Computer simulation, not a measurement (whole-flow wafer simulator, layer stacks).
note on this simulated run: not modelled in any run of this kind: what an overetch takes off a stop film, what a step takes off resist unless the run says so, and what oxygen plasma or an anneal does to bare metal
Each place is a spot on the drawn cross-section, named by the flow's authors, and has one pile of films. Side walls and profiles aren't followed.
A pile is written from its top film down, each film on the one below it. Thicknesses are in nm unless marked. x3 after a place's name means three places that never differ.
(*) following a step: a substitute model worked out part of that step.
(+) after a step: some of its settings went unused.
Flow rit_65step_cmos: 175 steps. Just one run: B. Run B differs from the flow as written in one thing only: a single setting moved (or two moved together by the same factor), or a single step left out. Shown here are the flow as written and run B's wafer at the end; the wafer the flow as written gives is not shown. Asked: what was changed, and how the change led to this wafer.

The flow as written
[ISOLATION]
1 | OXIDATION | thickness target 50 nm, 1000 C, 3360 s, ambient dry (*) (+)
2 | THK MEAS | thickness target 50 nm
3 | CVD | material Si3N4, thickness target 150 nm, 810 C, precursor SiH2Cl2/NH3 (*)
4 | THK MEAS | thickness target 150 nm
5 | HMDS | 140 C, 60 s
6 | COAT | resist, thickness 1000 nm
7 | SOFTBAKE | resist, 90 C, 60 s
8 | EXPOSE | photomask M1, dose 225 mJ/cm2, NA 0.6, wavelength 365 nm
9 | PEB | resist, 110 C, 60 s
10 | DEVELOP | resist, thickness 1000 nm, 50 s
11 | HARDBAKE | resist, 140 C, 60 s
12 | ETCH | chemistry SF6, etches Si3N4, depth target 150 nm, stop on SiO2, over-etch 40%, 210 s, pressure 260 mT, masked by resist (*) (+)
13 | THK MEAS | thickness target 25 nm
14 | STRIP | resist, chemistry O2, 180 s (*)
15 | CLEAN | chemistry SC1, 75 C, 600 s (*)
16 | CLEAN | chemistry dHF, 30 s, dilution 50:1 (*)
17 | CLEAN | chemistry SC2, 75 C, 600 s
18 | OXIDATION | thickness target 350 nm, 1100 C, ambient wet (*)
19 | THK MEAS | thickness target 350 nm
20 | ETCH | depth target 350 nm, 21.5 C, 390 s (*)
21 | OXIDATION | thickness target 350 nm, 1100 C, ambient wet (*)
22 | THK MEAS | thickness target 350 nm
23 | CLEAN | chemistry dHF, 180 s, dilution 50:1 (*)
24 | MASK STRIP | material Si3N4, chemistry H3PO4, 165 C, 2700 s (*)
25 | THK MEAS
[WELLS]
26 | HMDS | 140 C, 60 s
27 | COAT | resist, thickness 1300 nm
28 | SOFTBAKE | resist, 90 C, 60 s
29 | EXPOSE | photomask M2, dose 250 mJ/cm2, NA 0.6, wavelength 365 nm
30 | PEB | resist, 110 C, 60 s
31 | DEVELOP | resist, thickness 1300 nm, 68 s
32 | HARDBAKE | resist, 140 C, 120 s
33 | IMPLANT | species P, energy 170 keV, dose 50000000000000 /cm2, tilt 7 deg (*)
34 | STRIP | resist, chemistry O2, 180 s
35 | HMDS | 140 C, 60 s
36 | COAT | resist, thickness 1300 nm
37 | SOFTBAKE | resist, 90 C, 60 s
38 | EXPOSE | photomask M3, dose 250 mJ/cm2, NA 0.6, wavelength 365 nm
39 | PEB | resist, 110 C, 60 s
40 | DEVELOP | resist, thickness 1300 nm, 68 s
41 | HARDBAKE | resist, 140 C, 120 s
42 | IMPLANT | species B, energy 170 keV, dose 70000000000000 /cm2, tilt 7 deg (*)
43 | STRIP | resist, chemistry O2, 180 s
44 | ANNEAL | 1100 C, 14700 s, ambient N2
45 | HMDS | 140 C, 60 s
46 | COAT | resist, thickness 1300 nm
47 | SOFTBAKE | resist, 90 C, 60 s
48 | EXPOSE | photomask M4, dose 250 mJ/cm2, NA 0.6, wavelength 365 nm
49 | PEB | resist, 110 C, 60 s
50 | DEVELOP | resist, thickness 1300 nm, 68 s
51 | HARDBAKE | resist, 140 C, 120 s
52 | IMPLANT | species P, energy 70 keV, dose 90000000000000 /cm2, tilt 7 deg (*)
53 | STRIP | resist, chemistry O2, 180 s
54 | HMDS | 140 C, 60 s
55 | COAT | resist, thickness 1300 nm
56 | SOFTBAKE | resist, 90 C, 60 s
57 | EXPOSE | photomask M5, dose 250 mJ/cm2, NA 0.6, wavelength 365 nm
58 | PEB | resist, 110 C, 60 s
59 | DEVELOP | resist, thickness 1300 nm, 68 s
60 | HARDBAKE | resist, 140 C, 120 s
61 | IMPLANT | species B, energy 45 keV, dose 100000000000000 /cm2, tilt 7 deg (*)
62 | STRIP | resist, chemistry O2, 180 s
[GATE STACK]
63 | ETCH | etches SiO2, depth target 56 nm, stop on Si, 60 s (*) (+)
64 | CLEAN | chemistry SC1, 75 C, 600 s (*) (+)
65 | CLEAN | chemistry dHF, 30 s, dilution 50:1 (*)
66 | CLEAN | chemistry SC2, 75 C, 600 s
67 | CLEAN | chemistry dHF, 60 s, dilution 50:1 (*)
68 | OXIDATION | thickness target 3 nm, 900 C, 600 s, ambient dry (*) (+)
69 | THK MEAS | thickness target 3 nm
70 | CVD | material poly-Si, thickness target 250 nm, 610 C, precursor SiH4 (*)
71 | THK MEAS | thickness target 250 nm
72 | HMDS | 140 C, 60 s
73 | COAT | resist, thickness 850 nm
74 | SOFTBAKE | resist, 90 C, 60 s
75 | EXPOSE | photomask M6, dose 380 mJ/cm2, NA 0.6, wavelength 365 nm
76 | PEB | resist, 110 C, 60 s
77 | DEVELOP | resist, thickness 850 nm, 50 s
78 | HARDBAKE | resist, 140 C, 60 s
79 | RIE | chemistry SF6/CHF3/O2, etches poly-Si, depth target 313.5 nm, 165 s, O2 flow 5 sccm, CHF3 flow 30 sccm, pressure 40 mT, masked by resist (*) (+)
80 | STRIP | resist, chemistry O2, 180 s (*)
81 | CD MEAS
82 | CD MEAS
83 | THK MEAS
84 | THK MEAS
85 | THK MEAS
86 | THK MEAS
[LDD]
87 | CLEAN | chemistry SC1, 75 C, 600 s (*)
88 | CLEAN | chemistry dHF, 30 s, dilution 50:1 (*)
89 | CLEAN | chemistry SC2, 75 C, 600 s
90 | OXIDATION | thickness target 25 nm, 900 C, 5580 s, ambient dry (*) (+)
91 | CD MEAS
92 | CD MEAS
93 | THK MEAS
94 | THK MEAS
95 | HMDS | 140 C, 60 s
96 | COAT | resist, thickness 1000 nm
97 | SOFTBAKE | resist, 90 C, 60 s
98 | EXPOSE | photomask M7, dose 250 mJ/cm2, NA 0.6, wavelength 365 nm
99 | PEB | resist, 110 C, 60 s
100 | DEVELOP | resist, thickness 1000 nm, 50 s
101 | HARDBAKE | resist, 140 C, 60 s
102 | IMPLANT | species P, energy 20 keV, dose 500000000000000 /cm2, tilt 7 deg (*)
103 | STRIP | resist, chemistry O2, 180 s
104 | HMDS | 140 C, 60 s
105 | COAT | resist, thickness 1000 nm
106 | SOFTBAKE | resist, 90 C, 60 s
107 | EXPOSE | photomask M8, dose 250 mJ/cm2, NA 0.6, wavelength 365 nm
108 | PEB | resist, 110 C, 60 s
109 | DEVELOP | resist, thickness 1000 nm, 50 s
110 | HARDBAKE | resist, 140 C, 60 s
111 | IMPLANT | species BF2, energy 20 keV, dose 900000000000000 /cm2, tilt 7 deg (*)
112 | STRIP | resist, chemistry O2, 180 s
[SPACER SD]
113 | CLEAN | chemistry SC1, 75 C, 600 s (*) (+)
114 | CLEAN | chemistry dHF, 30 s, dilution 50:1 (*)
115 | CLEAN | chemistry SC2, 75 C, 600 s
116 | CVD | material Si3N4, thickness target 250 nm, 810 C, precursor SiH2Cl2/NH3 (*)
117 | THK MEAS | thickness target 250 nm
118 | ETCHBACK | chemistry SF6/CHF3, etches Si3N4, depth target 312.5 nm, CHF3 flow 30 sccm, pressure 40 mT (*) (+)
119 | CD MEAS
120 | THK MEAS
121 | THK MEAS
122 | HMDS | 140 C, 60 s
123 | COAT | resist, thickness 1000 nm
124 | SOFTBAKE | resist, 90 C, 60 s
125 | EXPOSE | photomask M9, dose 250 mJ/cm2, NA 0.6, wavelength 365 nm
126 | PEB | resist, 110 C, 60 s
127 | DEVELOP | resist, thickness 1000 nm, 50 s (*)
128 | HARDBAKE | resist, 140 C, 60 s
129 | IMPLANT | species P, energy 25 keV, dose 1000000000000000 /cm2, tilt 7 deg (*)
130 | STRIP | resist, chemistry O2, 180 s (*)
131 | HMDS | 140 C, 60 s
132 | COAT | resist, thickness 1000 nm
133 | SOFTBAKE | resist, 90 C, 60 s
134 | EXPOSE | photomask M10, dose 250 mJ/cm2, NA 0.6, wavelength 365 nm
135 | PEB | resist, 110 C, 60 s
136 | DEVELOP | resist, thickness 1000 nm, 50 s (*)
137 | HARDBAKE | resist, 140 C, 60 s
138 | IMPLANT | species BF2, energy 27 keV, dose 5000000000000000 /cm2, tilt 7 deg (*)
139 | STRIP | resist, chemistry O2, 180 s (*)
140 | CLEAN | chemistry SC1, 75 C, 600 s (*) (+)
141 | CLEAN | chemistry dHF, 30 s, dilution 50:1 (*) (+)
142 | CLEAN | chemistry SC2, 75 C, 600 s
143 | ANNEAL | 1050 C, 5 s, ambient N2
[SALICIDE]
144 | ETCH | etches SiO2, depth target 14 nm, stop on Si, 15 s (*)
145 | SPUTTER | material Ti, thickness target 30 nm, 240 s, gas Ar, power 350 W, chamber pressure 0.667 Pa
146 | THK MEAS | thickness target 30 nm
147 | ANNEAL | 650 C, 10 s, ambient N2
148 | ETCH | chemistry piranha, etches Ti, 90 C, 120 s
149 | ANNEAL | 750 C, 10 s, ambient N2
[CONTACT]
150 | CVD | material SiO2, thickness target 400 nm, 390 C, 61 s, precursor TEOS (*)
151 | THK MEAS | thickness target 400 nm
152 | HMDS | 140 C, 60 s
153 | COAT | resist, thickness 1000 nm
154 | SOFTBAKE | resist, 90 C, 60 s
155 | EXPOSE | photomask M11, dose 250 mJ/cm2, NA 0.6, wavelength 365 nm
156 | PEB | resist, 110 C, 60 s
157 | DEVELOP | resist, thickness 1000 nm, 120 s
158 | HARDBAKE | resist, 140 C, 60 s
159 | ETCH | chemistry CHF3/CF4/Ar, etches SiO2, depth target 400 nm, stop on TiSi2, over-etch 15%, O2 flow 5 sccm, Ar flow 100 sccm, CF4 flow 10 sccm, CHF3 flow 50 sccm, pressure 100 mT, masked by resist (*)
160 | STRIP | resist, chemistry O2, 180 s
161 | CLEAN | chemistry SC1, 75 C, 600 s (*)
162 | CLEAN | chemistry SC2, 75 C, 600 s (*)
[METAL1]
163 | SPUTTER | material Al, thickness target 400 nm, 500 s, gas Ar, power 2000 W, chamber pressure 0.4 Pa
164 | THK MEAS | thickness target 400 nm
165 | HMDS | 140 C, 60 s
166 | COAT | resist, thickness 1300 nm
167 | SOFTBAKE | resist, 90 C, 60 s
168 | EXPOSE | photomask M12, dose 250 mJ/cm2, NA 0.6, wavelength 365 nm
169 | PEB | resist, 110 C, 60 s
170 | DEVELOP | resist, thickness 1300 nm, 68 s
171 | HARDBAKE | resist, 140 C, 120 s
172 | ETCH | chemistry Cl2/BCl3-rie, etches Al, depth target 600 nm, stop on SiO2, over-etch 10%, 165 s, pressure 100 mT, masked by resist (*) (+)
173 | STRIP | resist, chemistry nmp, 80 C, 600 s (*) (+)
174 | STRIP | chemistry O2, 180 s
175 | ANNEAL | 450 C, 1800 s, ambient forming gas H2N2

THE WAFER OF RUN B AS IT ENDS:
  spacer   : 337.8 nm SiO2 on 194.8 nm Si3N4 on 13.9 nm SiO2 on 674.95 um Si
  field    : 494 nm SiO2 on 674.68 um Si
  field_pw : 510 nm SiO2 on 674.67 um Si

The reason: step 163, SPUTTER: thickness target 195 nm was run, though the flow has thickness target 400 nm; step 163, SPUTTER: 244 s was run, where the flow has 500 s.

How this came from the change, step by step:
  163 | SPUTTER | material Al, thickness target 400 nm, 500 s, gas Ar, power 2000 W, chamber pressure 0.4 Pa
      field, field_p, spacer, spacer_p: Al gains 195 (new film) (it would be, as written: Al gains 400 (new film))
      gate_n, gate_p: Al gains 195 (new film) (it would be, as written: Al gains 396 (new film))
      (also at 2 further places)
  172 | ETCH | chemistry Cl2/BCl3-rie, etches Al, depth target 600 nm, stop on SiO2, over-etch 10%, 165 s, pressure 100 mT, masked by resist (*) (+)
      field, field_p, spacer, spacer_p: Al loses 195 (all of it), SiO2 loses 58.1 (it would be, as written: Al loses 400 (all of it), SiO2 loses 32.5)
      gate_n, gate_p: Al loses 195 (all of it), SiO2 loses 58.1 (it would be, as written: Al loses 396 (all of it), SiO2 loses 33)
      (also at 2 further places)
